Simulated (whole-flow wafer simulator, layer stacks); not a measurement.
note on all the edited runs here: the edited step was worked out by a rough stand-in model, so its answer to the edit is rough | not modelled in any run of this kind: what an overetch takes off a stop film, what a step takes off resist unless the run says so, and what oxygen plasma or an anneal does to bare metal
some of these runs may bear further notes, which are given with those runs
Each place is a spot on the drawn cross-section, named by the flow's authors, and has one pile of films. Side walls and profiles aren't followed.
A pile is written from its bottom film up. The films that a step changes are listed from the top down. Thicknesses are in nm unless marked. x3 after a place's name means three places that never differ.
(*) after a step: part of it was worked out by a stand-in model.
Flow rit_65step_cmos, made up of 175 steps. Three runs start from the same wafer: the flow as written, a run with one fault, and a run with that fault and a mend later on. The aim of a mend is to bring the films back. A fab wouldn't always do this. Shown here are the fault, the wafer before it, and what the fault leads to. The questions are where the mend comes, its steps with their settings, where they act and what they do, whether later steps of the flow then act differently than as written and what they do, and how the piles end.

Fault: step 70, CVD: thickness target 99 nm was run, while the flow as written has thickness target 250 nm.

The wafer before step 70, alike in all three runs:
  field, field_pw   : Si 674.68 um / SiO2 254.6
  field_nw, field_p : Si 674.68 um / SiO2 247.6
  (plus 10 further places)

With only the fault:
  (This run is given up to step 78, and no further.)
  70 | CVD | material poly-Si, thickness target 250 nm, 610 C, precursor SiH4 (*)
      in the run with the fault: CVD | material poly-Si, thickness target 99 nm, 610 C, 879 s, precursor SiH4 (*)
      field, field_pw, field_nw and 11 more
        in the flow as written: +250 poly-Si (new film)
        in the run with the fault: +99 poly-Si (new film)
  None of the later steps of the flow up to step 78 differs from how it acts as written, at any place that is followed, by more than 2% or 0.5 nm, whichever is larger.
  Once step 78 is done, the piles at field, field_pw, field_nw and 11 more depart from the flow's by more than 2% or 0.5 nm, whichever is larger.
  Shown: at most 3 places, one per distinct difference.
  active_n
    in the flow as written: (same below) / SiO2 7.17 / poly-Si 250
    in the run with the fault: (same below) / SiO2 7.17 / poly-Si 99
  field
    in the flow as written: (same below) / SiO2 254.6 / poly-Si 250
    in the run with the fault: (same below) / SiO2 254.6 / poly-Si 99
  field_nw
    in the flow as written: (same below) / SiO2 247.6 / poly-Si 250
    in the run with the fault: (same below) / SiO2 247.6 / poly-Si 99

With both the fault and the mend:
  The mend follows step 71.
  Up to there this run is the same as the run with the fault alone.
  71a | ETCH | chemistry tmah, depth target 113.8 nm
      field, field_pw, field_nw and 11 more
        -99 poly-Si (all of it)
  71b | CLEAN | chemistry SC2, 75 C, 600 s (a further turn of the flow's step 66)
      does not change any film at any place that is followed
  71c | CVD | material poly-Si, thickness target 250 nm, 610 C, precursor SiH4 (*) (a further turn of the flow's step 70)
      field, field_pw, field_nw and 11 more
        +250 poly-Si (new film)
  None of the later steps of the flow acts differently than as written at any place that is followed.
  By the end, the piles equal the flow's at every place that both follow.
